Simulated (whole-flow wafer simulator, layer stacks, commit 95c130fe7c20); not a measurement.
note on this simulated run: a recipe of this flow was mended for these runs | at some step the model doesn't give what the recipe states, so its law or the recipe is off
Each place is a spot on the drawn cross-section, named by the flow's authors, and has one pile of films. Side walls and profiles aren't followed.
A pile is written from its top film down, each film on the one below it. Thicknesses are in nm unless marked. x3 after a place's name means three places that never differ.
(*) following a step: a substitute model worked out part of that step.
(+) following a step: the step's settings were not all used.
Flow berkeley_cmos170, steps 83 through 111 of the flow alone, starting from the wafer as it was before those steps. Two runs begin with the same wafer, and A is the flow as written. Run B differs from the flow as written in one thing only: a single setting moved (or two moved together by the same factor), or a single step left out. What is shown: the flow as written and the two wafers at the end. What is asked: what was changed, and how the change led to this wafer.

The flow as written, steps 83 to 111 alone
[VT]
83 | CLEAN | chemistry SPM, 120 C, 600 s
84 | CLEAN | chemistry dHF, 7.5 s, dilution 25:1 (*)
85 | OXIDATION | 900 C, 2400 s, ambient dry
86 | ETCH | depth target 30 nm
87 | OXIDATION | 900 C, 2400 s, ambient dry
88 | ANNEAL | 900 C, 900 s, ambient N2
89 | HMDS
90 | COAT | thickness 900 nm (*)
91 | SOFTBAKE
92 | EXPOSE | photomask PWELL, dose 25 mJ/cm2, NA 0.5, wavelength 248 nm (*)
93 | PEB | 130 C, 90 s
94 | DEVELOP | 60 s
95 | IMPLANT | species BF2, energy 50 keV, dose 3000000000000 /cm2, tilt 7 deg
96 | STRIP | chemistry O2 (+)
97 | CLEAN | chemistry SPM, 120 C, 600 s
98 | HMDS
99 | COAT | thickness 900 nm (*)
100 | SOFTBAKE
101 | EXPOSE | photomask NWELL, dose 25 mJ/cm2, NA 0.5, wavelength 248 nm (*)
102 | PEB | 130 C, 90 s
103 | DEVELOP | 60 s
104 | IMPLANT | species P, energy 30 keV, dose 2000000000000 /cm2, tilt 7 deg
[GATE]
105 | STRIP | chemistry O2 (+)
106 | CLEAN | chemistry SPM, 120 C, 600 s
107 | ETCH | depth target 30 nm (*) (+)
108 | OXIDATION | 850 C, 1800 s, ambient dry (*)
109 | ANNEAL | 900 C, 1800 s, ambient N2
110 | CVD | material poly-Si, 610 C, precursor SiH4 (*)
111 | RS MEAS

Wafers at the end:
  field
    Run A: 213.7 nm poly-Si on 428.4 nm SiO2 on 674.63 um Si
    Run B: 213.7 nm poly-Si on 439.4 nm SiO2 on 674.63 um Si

Cause: step 107, ETCH: depth target 19 nm was run, whereas the flow has depth target 30 nm.

Step by step, how the change led to this:
  107 | ETCH | depth target 30 nm (*) (+)
      field: A -30 SiO2 | B -19 SiO2
